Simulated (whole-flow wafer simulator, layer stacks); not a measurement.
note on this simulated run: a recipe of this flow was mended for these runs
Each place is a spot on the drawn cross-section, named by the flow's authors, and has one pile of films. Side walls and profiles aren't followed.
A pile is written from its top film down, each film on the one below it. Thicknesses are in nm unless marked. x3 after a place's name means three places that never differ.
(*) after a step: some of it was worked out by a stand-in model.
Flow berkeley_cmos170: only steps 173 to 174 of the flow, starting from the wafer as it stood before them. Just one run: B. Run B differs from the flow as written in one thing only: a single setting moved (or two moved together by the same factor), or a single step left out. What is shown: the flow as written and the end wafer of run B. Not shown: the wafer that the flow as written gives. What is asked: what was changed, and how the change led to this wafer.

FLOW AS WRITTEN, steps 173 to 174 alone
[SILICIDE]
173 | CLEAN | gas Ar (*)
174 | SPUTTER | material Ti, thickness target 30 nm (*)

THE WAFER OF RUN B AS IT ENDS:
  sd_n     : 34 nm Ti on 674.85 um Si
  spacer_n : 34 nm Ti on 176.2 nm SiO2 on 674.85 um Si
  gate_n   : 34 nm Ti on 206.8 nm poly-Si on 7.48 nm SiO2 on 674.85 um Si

Cause: step 174, SPUTTER: thickness target 34 nm was run, though the flow has thickness target 30 nm.
The wafer itself shows it: sd_n has Ti 34, and step 174 as written asks for 30 nm.

Step by step, how the change led to this:
  174 | SPUTTER | material Ti, thickness target 30 nm (*)
      field, mark, sd_n and 10 more: +34 Ti (new film) (in the flow as written it would be: +30 Ti (new film))
